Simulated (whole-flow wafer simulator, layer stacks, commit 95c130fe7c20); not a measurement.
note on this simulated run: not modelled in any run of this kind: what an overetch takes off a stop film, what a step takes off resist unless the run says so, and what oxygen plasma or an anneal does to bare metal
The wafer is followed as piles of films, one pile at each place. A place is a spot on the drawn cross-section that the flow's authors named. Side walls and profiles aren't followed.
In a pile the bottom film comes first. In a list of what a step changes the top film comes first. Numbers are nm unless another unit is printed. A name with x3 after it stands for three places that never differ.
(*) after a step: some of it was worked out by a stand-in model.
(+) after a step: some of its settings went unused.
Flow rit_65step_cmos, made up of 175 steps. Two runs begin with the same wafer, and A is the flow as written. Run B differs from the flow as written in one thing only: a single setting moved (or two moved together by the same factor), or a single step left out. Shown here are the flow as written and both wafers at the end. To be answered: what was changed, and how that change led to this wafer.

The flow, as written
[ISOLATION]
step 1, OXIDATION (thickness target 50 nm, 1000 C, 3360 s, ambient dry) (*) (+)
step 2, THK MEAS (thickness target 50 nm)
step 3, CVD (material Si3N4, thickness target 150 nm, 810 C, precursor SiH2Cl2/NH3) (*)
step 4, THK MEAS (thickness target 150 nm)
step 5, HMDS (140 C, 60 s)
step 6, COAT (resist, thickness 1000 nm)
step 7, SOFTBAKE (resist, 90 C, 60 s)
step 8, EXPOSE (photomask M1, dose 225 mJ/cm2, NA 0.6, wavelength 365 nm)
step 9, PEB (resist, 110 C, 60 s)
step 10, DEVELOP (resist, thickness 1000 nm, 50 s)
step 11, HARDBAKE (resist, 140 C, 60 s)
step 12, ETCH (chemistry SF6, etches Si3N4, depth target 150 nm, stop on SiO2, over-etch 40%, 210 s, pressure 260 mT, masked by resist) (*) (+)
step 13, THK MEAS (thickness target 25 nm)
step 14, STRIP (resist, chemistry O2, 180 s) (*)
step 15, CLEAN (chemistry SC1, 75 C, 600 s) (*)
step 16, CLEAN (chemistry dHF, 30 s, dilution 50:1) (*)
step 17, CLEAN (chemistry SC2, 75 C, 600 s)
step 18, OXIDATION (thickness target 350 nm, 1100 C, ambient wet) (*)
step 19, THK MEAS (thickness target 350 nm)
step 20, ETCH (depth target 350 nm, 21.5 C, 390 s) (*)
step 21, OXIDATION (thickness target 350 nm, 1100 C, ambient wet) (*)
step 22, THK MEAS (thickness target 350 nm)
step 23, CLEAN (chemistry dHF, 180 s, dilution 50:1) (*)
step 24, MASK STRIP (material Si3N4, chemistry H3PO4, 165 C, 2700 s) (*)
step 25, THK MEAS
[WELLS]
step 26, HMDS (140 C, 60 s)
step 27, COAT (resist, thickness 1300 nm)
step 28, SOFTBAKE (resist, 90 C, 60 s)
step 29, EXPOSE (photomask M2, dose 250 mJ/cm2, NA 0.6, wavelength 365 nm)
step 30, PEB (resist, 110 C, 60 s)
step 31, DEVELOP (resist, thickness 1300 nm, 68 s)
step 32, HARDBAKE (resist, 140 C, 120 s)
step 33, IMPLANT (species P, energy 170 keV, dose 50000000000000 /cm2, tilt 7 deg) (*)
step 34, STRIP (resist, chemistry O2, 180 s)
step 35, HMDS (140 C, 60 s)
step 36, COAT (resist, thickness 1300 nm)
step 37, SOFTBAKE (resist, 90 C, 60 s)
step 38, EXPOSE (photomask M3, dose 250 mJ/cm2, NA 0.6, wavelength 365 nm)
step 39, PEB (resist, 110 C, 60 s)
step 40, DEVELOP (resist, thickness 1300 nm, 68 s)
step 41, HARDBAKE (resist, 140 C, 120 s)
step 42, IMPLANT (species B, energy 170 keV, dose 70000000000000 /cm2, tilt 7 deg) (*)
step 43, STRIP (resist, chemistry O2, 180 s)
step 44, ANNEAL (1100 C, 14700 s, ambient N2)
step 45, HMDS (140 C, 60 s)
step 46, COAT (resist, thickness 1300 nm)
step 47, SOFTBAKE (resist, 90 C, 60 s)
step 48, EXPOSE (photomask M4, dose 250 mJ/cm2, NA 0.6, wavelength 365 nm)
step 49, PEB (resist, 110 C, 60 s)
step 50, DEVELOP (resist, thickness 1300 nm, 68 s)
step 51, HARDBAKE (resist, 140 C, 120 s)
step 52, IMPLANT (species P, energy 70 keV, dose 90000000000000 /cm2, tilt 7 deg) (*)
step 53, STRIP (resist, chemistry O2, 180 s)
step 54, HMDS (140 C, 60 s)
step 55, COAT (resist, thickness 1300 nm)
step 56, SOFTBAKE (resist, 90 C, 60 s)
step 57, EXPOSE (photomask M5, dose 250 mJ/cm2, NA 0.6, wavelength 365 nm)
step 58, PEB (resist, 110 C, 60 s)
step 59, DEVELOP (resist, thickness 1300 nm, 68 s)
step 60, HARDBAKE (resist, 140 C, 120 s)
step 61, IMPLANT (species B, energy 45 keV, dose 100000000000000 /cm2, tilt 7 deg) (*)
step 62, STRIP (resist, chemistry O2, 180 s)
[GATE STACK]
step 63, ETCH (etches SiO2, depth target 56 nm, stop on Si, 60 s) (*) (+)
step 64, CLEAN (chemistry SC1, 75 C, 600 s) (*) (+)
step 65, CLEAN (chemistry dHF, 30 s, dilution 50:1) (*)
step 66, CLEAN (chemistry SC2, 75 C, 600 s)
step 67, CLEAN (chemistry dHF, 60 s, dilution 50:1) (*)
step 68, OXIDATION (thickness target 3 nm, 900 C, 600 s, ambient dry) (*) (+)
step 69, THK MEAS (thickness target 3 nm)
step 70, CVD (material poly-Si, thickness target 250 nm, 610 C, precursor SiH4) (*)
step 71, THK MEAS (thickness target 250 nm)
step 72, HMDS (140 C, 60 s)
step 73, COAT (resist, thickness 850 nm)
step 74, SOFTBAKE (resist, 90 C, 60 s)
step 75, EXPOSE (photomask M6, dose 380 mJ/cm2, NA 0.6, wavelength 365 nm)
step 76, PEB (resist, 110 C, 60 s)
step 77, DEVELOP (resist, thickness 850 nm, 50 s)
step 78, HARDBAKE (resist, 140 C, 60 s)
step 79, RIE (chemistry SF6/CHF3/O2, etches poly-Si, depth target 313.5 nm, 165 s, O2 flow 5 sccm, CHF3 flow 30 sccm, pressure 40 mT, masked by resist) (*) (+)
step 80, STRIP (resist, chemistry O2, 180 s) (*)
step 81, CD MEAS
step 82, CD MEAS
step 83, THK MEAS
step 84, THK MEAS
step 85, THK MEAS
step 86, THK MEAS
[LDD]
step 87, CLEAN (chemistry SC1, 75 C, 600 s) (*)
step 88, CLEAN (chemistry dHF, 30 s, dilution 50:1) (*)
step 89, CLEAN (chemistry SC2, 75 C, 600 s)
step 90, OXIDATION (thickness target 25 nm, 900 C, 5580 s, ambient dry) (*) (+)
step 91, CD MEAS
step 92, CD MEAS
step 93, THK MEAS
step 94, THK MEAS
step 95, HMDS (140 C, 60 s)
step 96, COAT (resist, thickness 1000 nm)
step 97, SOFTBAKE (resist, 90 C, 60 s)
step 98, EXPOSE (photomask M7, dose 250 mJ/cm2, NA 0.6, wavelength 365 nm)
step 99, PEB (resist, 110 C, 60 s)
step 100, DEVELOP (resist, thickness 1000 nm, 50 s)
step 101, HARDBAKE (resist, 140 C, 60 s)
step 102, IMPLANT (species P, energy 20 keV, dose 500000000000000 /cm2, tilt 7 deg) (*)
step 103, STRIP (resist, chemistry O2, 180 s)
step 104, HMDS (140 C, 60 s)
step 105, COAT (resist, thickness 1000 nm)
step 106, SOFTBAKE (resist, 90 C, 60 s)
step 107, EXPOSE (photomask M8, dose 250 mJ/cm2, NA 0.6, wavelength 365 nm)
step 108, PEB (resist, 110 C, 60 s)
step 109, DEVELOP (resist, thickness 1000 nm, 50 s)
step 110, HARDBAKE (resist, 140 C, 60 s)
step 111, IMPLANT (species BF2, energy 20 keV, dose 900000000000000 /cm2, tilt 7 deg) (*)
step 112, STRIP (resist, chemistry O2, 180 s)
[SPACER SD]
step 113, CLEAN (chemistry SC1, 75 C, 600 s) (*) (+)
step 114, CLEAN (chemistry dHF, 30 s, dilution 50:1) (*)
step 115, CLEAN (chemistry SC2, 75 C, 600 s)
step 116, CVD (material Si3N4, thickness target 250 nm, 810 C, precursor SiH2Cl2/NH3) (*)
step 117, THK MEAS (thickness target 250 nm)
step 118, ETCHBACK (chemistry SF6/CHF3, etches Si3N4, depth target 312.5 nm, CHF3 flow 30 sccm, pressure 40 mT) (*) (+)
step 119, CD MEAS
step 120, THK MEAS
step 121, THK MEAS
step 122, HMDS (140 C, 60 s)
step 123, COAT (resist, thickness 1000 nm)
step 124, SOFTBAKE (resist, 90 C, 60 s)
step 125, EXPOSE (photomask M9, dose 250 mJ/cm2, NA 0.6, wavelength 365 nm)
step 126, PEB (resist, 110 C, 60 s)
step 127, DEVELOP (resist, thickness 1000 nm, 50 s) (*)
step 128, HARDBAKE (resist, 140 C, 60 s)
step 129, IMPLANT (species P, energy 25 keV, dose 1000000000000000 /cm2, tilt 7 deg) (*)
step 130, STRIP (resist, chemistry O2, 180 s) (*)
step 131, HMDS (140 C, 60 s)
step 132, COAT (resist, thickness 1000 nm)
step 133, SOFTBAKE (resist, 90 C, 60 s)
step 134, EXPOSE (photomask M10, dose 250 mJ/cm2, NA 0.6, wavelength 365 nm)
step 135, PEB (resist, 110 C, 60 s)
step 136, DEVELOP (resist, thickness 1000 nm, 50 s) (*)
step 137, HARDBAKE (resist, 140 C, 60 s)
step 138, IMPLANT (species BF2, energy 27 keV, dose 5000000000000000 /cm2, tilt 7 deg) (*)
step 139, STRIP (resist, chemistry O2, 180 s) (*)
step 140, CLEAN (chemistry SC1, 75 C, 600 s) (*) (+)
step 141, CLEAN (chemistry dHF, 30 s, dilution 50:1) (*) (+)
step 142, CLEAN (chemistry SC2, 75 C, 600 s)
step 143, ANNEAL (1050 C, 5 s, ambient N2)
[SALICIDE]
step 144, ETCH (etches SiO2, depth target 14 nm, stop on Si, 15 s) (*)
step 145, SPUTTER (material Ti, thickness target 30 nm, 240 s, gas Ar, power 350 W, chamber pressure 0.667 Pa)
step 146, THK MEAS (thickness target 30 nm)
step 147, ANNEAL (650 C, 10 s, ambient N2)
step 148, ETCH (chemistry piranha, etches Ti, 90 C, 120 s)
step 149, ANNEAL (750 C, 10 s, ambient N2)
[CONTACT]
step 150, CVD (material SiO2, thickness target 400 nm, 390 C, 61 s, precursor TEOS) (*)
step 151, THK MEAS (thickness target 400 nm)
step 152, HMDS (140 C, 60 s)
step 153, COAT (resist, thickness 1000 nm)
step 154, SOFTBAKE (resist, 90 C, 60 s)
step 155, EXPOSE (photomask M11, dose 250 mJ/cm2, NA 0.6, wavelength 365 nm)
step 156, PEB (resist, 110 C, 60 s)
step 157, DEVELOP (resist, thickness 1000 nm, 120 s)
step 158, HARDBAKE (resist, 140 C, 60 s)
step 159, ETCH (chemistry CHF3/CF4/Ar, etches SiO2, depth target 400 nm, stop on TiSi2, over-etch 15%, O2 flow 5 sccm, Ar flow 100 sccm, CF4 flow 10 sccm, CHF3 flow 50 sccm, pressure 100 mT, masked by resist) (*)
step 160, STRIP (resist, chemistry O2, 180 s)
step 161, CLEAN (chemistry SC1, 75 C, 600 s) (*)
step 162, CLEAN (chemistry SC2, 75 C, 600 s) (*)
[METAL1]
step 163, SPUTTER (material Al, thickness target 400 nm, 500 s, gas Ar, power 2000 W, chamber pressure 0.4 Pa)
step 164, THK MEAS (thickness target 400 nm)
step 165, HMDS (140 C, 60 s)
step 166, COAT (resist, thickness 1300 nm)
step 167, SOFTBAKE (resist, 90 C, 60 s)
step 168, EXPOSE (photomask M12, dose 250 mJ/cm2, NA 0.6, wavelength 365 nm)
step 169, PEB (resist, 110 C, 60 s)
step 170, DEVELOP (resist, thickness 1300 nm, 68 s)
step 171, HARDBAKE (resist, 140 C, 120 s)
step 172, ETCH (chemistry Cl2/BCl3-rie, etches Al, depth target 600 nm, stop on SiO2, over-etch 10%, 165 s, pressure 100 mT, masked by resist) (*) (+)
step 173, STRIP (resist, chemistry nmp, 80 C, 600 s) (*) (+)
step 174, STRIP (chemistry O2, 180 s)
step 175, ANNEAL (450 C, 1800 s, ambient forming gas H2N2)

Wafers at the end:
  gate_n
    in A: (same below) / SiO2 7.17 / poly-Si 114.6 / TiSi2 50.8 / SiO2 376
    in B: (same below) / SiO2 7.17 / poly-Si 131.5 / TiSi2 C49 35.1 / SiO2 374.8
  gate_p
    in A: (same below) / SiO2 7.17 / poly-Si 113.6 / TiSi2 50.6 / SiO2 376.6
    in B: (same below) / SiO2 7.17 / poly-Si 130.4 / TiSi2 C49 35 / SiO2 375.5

The reason: step 145, SPUTTER: 156 s was run, though the flow has 240 s.

Step by step, how the change led to this:
  step 145, SPUTTER (material Ti, thickness target 30 nm, 240 s, gas Ar, power 350 W, chamber pressure 0.667 Pa)
      field, field_pw, field_nw, field_p, spacer, spacer_p: A +30 Ti (new film) | B +19.5 Ti (new film)
      gate_n: A +27.3 Ti (new film) | B +17.7 Ti (new film)
      (as well as at 1 more place)
  step 147, ANNEAL (650 C, 10 s, ambient N2)
      gate_n: A -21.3 Ti, +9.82 TiSi first (new film), +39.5 TiSi2 C49 (new film), -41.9 poly-Si | B -13.8 Ti, +35.2 TiSi2 C49 (new film), -31.5 poly-Si
      gate_p: A -21.2 Ti, +9.56 TiSi first (new film), +39.6 TiSi2 C49 (new film), -41.9 poly-Si | B -13.8 Ti, +35.1 TiSi2 C49 (new film), -31.4 poly-Si
  step 148, ETCH (chemistry piranha, etches Ti, 90 C, 120 s)
      gate_n: A -6 Ti (all of it), -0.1 TiSi first | B -3.9 Ti (all of it), -0.11 TiSi2 C49
      gate_p: A -5.97 Ti (all of it), -0.1 TiSi first | B -3.89 Ti (all of it), -0.11 TiSi2 C49
      (as well as at 6 more places)
  step 149, ANNEAL (750 C, 10 s, ambient N2)
      gate_n: A +50.8 TiSi2 (new film), -9.72 TiSi first (all of it), -39.5 TiSi2 C49 (all of it), -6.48 poly-Si | B nothing
      gate_p: A +50.6 TiSi2 (new film), -9.46 TiSi first (all of it), -39.6 TiSi2 C49 (all of it), -6.31 poly-Si | B nothing
